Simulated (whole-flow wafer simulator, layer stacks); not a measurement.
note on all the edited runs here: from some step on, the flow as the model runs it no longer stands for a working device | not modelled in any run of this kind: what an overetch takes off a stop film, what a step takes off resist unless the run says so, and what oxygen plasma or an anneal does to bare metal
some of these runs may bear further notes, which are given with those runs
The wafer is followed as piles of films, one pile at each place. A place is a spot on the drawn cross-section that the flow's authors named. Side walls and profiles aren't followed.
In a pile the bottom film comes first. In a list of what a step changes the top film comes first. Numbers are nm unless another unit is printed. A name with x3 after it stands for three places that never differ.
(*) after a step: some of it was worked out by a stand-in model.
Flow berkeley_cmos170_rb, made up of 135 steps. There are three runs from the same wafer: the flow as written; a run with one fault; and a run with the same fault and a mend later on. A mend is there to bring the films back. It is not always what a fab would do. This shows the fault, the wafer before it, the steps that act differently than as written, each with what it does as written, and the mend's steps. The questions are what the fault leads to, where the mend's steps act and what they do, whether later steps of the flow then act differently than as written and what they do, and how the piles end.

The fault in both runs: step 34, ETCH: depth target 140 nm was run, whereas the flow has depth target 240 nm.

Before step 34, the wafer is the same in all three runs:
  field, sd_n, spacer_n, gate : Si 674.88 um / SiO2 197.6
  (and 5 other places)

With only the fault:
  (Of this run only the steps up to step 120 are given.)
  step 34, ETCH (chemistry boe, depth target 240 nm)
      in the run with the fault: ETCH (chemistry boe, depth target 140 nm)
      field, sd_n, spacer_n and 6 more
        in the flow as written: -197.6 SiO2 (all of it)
        in the run with the fault: -140 SiO2
  Steps further on in the flow that do not act as written (17 other steps are not shown; they differ only slightly, by no more than 2% or 0.5 nm, whichever is larger):
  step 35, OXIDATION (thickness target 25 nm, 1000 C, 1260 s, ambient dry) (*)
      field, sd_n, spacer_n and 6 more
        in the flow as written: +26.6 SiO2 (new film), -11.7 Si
        in the run with the fault: +14.7 SiO2, -6.46 Si
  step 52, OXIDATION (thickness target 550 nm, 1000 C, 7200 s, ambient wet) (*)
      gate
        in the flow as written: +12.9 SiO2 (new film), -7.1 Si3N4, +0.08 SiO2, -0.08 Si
        in the run with the fault: +12.9 SiO2 (new film), -7.1 Si3N4
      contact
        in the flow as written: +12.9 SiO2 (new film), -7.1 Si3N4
        in the run with the fault: +12.9 SiO2 (new film), -7.1 Si3N4, +0.29 SiO2, -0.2 Si
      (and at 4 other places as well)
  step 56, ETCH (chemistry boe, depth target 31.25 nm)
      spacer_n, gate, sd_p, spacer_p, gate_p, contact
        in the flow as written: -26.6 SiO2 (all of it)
        in the run with the fault: -31.2 SiO2
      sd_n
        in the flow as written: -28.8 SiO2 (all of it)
        in the run with the fault: -31.2 SiO2
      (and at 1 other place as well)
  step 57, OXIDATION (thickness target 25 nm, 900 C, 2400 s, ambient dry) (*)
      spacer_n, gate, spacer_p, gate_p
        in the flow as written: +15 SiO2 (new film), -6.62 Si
        in the run with the fault: +8.72 SiO2, -3.84 Si
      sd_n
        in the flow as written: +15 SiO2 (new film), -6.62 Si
        in the run with the fault: +7.39 SiO2, -3.25 Si
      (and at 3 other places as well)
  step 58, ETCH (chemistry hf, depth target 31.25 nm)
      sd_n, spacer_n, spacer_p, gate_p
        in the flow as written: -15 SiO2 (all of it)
        in the run with the fault: -31.3 SiO2
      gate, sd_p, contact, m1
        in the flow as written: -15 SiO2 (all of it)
        in the run with the fault: -31.2 SiO2
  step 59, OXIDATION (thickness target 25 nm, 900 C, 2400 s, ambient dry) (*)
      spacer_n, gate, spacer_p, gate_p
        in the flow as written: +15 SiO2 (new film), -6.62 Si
        in the run with the fault: +8.77 SiO2, -3.86 Si
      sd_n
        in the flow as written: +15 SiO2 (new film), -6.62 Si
        in the run with the fault: +7.26 SiO2, -3.19 Si
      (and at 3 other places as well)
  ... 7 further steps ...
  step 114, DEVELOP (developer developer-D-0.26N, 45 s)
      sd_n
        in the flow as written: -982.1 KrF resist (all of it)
        in the run with the fault: -1007.6 KrF resist (all of it)
  The piles after step 120 differ from the flow's at field, m1 by more than 2% or 0.5 nm, whichever is larger.
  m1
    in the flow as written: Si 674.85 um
    in the run with the fault: Si 674.85 um / SiO2 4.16
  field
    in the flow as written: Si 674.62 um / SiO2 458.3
    in the run with the fault: Si 674.63 um / SiO2 473.7

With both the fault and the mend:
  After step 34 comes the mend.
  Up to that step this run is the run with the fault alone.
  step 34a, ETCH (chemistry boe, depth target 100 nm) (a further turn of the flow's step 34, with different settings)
      field, sd_n, spacer_n and 6 more
        -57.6 SiO2 (all of it)
  Every later step of the flow that is run acts as written at every place that is followed.
  By the end, the piles equal the flow's at every place that both follow.
